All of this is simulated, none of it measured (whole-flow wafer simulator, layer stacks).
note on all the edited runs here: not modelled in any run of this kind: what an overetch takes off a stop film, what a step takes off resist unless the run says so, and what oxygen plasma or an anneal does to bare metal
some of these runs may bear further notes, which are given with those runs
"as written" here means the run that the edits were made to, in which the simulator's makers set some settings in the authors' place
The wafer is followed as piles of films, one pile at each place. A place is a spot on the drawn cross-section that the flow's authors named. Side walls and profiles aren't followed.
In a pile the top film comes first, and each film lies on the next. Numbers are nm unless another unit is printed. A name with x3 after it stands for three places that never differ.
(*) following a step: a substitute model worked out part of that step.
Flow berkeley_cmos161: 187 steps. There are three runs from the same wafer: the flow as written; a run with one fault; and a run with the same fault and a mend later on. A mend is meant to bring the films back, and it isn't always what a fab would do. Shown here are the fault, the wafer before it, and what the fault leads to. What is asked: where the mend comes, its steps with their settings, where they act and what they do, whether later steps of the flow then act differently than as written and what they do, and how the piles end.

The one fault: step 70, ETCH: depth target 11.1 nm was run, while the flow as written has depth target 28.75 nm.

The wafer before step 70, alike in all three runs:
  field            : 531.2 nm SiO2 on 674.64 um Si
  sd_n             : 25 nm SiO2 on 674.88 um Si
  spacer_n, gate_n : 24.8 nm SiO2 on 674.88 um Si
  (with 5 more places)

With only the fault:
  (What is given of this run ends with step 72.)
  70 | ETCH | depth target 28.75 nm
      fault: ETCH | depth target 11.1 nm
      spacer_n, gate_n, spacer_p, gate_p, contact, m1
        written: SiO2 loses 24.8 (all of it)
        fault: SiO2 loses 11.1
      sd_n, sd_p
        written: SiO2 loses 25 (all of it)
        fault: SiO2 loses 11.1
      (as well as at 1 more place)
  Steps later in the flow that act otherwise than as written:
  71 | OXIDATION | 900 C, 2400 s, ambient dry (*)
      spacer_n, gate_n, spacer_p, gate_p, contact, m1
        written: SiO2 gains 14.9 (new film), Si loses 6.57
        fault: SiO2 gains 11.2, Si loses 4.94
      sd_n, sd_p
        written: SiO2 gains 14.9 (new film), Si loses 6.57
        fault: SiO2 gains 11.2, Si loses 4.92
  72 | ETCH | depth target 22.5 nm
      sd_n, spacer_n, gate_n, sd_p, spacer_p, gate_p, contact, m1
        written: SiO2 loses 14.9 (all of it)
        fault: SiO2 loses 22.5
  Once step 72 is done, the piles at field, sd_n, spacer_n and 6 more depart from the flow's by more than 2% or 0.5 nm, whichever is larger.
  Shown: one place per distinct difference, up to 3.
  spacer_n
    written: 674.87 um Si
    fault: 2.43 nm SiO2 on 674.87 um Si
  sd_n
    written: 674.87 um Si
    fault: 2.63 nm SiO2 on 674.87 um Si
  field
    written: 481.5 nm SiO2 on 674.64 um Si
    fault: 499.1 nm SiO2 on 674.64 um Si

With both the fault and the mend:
  The mend follows step 70.
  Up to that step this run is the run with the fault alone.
  70a | ETCH | depth target 17.65 nm (a further turn of the flow's step 70, with different settings)
      spacer_n, gate_n, spacer_p, gate_p, contact, m1
        SiO2 loses 13.7 (all of it)
      sd_n, sd_p
        SiO2 loses 13.9 (all of it)
      field
        SiO2 loses 17.7
  Later steps of the flow that are run all act as written at every place that is followed.
  The piles end the same as the flow's at every place that both follow.
